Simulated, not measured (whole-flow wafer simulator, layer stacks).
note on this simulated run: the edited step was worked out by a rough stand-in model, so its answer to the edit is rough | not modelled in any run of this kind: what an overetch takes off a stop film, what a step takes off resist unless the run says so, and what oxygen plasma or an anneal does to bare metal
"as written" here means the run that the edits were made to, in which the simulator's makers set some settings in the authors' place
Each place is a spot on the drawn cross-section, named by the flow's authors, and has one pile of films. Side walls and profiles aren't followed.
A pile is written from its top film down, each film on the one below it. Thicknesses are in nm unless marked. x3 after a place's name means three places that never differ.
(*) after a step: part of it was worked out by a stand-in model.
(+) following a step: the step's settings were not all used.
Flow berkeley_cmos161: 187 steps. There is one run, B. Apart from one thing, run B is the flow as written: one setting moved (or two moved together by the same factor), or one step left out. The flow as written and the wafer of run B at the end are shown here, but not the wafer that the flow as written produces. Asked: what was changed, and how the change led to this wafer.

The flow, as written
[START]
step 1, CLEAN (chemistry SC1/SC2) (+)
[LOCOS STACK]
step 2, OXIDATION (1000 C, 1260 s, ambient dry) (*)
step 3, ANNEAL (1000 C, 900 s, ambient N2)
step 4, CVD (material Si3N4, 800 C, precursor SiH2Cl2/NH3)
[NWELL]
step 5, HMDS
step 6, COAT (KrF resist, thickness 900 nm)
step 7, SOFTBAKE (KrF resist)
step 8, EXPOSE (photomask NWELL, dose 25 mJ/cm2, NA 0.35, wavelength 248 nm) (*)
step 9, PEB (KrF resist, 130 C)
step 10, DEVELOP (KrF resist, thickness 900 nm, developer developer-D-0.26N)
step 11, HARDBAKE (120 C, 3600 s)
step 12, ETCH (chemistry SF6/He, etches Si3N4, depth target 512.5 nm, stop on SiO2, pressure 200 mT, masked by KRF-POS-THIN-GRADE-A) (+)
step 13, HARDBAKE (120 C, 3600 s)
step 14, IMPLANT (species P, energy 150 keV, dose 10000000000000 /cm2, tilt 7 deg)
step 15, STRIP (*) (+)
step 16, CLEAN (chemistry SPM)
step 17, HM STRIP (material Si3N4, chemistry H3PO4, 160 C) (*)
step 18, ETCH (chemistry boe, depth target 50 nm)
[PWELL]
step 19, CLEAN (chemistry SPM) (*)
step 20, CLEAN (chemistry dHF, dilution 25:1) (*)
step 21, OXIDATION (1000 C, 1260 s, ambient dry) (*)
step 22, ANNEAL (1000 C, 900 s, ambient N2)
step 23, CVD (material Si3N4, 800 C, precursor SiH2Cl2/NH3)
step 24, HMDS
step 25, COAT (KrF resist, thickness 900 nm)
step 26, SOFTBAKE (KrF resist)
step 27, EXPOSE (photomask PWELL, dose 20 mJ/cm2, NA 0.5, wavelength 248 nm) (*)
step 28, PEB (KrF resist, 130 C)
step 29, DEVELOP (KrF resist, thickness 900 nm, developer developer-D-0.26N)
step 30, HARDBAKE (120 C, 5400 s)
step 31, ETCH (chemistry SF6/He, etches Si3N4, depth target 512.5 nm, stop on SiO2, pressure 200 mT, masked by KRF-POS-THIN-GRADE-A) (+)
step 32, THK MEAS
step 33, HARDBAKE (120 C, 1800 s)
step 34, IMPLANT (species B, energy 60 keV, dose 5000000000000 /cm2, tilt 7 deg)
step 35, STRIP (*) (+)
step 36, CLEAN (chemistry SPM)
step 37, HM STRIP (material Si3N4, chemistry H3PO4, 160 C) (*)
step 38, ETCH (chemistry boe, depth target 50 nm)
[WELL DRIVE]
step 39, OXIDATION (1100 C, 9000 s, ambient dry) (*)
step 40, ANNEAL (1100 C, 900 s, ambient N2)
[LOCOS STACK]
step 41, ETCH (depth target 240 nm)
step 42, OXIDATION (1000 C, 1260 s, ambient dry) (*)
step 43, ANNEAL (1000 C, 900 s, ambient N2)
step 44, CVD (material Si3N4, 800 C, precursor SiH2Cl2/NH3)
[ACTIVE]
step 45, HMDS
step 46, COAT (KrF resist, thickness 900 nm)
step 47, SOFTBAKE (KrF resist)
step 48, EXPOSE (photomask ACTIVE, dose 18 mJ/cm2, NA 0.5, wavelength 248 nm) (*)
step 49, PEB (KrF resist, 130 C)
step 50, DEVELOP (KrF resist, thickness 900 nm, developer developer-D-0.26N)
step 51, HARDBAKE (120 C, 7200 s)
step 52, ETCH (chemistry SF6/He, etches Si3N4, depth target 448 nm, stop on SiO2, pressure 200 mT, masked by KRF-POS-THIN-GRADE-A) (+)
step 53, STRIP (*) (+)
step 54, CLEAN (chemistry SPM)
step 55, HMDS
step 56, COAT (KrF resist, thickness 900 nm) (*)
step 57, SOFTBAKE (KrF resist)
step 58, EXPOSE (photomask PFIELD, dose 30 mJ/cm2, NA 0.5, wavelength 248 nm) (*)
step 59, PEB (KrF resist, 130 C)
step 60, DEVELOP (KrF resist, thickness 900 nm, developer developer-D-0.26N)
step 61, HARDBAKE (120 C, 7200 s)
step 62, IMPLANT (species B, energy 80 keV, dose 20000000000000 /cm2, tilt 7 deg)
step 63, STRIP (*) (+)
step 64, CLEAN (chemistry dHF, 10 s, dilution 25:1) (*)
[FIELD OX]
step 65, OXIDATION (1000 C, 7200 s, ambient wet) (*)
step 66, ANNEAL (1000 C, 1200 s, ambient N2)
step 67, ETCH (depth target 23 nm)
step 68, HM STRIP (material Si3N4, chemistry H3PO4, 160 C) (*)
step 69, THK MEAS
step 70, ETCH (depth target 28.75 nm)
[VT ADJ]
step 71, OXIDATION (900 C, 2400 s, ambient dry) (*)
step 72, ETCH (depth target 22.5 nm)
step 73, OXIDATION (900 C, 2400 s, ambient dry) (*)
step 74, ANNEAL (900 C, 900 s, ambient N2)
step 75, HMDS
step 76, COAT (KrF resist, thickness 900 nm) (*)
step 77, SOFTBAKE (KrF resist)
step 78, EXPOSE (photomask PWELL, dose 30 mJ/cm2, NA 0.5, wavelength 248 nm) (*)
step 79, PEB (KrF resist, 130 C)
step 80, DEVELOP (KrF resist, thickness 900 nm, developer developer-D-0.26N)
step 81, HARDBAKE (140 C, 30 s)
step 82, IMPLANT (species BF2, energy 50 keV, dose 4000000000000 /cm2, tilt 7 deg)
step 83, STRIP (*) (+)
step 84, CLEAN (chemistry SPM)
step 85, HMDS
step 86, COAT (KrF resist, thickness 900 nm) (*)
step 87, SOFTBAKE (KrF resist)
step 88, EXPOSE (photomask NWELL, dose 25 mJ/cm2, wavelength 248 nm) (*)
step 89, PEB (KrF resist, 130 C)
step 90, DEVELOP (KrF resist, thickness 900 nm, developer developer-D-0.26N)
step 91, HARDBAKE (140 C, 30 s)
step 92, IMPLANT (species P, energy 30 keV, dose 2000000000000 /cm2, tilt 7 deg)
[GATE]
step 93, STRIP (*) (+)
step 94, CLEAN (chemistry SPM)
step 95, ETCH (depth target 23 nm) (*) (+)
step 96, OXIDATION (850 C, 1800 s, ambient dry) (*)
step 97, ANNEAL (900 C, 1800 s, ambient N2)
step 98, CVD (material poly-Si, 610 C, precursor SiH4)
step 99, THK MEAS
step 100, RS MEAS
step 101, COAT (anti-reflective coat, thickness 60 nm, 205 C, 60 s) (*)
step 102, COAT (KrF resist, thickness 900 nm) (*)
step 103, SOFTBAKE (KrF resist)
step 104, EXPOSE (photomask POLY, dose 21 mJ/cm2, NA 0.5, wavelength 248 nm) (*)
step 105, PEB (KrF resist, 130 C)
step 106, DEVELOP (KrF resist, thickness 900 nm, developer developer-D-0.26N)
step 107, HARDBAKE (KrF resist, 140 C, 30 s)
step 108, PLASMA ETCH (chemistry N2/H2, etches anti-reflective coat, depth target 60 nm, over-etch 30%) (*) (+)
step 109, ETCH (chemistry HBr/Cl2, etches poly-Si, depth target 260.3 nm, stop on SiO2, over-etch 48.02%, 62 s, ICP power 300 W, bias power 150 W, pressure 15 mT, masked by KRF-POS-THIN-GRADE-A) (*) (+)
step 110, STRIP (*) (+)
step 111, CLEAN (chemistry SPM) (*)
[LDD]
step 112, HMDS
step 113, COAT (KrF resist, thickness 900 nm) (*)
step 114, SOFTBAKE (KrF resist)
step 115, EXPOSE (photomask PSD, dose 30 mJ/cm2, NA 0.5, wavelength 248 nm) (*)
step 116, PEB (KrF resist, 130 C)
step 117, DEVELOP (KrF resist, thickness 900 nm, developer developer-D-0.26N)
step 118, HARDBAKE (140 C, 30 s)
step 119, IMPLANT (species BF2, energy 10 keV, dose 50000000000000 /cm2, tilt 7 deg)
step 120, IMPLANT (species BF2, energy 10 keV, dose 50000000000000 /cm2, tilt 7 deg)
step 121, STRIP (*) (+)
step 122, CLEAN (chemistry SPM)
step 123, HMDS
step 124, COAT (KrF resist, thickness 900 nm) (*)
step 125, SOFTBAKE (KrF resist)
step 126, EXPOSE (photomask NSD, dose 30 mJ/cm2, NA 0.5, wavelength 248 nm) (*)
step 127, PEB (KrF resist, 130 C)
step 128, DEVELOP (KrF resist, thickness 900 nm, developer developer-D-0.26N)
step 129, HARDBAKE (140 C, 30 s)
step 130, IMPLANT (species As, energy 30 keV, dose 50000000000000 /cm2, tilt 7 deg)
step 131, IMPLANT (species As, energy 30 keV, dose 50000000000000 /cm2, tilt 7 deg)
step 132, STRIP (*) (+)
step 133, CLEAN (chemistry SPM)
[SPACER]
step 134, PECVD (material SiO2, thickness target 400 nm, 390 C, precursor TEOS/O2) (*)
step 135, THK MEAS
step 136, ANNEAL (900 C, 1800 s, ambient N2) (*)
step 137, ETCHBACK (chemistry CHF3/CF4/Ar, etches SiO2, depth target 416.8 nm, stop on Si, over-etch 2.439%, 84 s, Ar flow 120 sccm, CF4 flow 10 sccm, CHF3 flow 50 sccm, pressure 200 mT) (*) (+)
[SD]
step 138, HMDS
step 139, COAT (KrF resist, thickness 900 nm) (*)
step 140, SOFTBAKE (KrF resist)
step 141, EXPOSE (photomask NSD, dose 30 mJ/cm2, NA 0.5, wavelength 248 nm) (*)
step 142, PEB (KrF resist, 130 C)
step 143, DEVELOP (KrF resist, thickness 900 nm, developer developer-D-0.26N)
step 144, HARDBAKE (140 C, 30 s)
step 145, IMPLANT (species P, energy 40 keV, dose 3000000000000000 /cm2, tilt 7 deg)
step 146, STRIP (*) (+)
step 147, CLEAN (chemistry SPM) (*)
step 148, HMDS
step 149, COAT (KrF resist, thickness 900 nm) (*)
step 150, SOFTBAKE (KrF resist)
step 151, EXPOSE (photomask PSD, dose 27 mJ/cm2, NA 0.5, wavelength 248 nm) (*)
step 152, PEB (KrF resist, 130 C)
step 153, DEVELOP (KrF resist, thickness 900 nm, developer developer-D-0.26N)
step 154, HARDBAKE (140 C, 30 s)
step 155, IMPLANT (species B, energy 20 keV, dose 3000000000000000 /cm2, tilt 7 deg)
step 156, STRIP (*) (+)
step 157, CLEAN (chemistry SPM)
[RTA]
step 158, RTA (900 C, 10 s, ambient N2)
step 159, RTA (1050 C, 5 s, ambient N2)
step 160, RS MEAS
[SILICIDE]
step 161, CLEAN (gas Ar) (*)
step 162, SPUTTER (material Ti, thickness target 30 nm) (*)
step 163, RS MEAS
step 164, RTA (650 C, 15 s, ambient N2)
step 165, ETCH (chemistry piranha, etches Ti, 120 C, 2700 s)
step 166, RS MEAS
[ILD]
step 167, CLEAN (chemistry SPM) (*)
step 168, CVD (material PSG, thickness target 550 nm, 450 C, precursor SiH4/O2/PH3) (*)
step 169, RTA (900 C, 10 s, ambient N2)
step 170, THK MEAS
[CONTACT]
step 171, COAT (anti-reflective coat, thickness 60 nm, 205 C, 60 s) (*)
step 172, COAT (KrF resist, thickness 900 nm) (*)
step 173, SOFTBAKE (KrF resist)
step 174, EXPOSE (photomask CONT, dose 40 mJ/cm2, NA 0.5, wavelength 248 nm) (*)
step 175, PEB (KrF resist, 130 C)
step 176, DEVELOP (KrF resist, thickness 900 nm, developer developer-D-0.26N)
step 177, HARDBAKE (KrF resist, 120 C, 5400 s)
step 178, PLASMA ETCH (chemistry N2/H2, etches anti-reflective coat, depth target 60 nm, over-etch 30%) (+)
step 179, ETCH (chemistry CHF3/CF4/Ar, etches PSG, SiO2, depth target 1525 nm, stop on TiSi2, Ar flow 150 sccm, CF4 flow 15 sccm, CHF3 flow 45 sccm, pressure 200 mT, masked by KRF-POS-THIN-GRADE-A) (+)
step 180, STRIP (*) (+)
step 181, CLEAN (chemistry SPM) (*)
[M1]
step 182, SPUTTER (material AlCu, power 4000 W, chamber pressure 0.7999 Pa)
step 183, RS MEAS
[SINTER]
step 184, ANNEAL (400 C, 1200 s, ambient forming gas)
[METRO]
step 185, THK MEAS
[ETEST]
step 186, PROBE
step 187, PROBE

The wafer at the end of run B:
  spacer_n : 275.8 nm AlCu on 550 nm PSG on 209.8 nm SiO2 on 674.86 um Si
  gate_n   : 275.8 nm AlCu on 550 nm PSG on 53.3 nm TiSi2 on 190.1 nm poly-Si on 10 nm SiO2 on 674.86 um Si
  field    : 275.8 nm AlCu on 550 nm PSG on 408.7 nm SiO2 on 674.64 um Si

Cause: step 96, OXIDATION: 2880 s was run, whereas the flow has 1800 s.

Step by step, how the change led to this:
  step 96, OXIDATION (850 C, 1800 s, ambient dry) (*)
      sd_n, spacer_n, gate_n, sd_p, spacer_p, gate_p, contact, m1: +10 SiO2 (new film), -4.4 Si (in the flow as written it would be: +7.48 SiO2 (new film), -3.29 Si)
